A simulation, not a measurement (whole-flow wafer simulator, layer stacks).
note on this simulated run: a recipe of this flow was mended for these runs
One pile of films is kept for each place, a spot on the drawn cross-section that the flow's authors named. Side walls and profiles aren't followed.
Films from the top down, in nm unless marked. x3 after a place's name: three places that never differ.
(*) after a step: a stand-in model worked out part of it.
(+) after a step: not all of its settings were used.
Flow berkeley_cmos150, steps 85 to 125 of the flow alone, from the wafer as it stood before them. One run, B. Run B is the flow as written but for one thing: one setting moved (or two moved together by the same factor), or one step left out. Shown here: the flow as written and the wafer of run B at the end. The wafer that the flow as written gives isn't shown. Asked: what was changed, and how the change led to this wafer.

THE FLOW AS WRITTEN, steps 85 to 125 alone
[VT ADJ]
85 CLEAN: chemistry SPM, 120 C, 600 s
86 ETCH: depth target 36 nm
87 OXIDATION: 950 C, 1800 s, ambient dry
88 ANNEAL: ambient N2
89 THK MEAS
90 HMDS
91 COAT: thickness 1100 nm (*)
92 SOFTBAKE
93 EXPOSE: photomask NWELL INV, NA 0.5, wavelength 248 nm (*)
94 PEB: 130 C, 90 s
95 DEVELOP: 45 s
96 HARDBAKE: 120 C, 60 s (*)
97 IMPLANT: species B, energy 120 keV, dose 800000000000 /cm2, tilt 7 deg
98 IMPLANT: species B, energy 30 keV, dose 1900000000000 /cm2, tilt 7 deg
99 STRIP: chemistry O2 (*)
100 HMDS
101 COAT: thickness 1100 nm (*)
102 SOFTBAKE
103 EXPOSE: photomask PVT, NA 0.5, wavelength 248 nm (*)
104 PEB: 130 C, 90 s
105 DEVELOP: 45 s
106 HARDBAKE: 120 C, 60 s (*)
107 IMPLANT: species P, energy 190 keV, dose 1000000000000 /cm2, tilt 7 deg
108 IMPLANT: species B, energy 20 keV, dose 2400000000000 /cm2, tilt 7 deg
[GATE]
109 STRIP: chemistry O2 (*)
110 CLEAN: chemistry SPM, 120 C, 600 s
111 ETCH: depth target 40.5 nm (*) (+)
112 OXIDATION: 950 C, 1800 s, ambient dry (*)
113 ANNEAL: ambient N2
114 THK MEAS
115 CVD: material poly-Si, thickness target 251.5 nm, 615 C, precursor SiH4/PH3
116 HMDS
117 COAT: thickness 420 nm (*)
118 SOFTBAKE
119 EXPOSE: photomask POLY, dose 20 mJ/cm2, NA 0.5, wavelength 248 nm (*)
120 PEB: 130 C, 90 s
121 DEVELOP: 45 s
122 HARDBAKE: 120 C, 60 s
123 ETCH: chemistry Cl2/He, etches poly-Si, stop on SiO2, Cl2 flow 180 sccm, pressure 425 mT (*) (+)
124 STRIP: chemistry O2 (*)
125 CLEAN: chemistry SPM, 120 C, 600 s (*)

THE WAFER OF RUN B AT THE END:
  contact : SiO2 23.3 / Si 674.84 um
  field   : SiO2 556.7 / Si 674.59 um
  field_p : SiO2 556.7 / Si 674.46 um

The cause: step 111, ETCH: depth target 8.1 nm was run, where the flow has depth target 40.5 nm.

How the change led to this, step by step:
  111 ETCH: depth target 40.5 nm (*) (+)
      gate_n, sd_p, gate_p, contact, m1: SiO2 -8.1 (as written it would be: SiO2 -20.4 (all of it))
      sd_n: SiO2 -8.1 (as written it would be: SiO2 -40.4 (all of it))
      (and at 2 more places)
  112 OXIDATION: 950 C, 1800 s, ambient dry (*)
      gate_n, sd_p, gate_p, contact, m1: SiO2 +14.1, Si -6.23 (as written it would be: SiO2 +20.4 (new film), Si -8.98)
      sd_n: SiO2 +10.7, Si -4.71 (as written it would be: SiO2 +20.4 (new film), Si -8.98)
  117 COAT: thickness 420 nm (*)
      gate_n: KrF-resist +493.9 (new film) (as written it would be: KrF-resist +482.6 (new film))
  122 HARDBAKE: 120 C, 60 s
      gate_n: KrF-resist -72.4 (as written it would be: KrF-resist -70.7)
  124 STRIP: chemistry O2 (*)
      gate_n: chemical SiO2 +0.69 (new film), KrF-resist -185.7 (all of it), poly-Si -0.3 (as written it would be: chemical SiO2 +0.69 (new film), KrF-resist -176.1 (all of it), poly-Si -0.3)
      gate_p: chemical SiO2 +0.69 (new film), KrF-resist -218.2 (all of it), poly-Si -0.3 (as written it would be: chemical SiO2 +0.69 (new film), KrF-resist -213.2 (all of it), poly-Si -0.3)
